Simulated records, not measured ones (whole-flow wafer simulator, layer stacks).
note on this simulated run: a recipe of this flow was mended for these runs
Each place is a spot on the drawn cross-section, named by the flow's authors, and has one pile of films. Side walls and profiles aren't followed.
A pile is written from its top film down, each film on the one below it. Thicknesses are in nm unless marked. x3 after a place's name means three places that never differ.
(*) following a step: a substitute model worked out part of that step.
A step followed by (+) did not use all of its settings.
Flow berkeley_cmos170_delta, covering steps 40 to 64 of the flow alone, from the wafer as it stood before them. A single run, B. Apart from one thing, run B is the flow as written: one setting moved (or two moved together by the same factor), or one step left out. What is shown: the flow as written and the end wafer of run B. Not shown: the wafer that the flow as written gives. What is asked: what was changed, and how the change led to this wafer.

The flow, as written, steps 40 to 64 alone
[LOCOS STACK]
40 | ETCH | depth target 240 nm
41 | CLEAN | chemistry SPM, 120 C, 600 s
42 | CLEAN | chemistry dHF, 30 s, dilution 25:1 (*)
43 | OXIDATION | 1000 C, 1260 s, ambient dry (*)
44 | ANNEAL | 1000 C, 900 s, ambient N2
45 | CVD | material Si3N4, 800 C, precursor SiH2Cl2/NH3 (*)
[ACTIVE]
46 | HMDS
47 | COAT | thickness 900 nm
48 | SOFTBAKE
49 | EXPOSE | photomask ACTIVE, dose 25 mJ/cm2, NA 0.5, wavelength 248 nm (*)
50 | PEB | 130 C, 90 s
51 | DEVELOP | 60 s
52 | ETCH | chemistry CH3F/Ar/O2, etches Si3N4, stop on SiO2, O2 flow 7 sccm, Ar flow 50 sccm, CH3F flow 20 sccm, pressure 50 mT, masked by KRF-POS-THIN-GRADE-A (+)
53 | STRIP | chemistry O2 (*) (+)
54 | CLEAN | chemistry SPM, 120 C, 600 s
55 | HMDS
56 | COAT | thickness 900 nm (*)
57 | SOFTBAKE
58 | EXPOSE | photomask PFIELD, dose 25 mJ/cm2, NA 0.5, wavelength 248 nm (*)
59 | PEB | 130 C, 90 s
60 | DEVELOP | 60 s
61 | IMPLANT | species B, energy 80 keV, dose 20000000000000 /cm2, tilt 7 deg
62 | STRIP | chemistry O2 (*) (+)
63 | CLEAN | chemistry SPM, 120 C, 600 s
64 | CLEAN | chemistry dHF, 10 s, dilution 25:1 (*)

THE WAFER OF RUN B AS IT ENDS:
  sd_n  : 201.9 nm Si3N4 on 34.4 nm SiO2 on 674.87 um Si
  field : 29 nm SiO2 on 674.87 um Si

What caused this: step 43, OXIDATION: 2016 s was run, whereas the flow has 1260 s.

Step by step, how the change led to this:
  43 | OXIDATION | 1000 C, 1260 s, ambient dry (*)
      field, sd_n, spacer_n and 6 more: SiO2 gains 34.4 (new film), Si loses 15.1 (in the flow as written it would be: SiO2 gains 26.6 (new film), Si loses 11.7)
